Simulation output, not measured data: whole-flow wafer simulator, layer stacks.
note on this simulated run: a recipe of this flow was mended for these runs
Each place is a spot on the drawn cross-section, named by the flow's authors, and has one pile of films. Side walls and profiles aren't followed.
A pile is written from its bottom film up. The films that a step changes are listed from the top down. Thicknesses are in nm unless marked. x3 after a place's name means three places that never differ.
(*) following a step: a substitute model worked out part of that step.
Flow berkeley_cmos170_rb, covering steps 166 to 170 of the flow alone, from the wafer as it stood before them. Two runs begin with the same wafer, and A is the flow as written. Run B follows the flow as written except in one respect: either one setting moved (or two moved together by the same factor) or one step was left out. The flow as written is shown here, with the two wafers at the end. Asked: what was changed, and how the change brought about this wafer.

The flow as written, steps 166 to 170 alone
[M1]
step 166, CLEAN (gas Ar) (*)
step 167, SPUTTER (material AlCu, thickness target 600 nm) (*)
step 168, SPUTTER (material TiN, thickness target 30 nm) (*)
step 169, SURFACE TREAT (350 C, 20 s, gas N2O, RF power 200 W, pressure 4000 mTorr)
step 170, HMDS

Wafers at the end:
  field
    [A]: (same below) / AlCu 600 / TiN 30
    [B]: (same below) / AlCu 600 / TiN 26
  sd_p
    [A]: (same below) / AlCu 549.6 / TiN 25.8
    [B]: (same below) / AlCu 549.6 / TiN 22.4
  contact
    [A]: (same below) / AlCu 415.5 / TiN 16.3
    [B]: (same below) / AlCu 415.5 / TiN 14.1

What caused this: step 168, SPUTTER: thickness target 26 nm was run, while the flow as written has thickness target 30 nm.
One can read it off the wafer: field has TiN 26, and step 168 as written asks for 30 nm.

The path from the change to this, step by step:
  step 168, SPUTTER (material TiN, thickness target 30 nm) (*)
      field, sd_n, spacer_n, gate, spacer_p, gate_p, m1: A +30 TiN (new film) | B +26 TiN (new film)
      sd_p: A +25.8 TiN (new film) | B +22.4 TiN (new film)
      (as well as at 1 more place)
